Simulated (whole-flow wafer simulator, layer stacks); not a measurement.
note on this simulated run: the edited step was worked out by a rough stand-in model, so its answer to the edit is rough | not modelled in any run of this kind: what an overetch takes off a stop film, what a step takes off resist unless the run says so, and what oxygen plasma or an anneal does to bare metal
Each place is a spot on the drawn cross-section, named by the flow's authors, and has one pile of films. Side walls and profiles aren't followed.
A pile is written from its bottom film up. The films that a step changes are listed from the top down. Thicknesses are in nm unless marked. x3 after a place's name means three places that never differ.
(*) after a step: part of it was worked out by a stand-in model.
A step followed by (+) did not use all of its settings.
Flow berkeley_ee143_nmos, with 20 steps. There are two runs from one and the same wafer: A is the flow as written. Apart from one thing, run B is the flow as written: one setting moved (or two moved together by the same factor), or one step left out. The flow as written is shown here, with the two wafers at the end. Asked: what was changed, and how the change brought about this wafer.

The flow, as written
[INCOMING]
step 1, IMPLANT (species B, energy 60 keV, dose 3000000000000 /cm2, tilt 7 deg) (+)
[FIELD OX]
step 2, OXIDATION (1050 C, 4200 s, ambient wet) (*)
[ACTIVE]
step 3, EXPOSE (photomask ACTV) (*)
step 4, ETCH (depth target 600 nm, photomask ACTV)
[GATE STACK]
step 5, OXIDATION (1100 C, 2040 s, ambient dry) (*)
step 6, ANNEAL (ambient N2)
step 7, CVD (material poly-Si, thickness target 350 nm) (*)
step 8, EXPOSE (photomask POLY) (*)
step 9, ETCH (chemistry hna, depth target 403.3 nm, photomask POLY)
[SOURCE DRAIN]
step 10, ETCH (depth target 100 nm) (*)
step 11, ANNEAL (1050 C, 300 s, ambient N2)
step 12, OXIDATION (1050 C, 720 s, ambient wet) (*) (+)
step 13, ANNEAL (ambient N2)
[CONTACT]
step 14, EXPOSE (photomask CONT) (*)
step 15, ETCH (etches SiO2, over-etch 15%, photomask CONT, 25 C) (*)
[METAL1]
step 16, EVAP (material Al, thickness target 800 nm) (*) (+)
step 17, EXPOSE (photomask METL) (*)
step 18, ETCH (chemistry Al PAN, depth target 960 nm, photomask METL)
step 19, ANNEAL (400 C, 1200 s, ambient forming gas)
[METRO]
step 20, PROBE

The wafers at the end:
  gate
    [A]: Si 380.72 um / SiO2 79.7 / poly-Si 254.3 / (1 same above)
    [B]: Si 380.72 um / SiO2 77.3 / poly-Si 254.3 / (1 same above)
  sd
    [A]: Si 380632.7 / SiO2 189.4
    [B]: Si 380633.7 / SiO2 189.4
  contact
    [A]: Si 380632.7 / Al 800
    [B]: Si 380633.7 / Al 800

What caused this: step 5, OXIDATION: 1938 s was run, though the flow has 2040 s.

How this came from the change, step by step:
  step 5, OXIDATION (1100 C, 2040 s, ambient dry) (*)
      gate, sd, contact: A +79.7 SiO2 (new film), -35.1 Si | B +77.3 SiO2 (new film), -34 Si
      field: A +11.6 SiO2, -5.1 Si | B +11 SiO2, -4.85 Si
  step 10, ETCH (depth target 100 nm) (*)
      sd, contact: A -79.7 SiO2 (all of it) | B -77.3 SiO2 (all of it)
